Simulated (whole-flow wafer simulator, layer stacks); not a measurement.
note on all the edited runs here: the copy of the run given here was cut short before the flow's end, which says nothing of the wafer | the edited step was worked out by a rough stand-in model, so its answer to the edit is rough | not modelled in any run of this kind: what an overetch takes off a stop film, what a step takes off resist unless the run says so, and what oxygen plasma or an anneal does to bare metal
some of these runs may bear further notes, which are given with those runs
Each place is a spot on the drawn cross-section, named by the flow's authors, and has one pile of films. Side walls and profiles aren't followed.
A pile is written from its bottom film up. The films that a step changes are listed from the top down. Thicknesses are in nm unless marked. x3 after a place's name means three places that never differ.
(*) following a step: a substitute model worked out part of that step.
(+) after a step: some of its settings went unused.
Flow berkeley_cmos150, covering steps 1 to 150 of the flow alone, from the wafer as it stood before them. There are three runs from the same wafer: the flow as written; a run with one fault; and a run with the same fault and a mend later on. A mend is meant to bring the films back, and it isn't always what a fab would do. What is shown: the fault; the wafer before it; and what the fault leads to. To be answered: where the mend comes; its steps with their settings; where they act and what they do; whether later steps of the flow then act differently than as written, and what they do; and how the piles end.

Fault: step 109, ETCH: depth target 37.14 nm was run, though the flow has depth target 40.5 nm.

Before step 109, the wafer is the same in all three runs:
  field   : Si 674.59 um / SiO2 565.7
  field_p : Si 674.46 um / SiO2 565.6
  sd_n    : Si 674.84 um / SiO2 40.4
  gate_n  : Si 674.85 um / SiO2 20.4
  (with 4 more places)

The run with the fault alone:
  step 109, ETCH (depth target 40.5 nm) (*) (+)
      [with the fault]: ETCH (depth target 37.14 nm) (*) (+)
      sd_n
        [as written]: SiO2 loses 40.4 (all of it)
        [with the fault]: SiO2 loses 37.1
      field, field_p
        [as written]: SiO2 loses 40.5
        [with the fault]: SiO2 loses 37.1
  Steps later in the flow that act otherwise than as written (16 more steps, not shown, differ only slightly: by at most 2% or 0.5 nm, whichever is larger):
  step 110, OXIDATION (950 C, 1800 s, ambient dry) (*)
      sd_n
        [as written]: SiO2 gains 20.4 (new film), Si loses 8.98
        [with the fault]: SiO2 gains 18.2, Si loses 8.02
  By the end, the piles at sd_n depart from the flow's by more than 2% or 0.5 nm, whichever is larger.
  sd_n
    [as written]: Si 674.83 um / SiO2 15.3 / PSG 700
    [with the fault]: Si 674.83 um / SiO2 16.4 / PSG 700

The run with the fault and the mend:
  After step 109 comes the mend.
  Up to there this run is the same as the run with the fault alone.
  step 109a, ETCH (depth target 3.361 nm) (the flow's step 109 again, with other settings)
      field, field_p
        SiO2 loses 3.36
      sd_n
        SiO2 loses 3.3 (all of it)
  Every later step of the flow that is run acts as written, at every place that is followed, to within 2% or 0.5 nm, whichever is larger.
  The piles end the same as the flow's at every place that both follow.
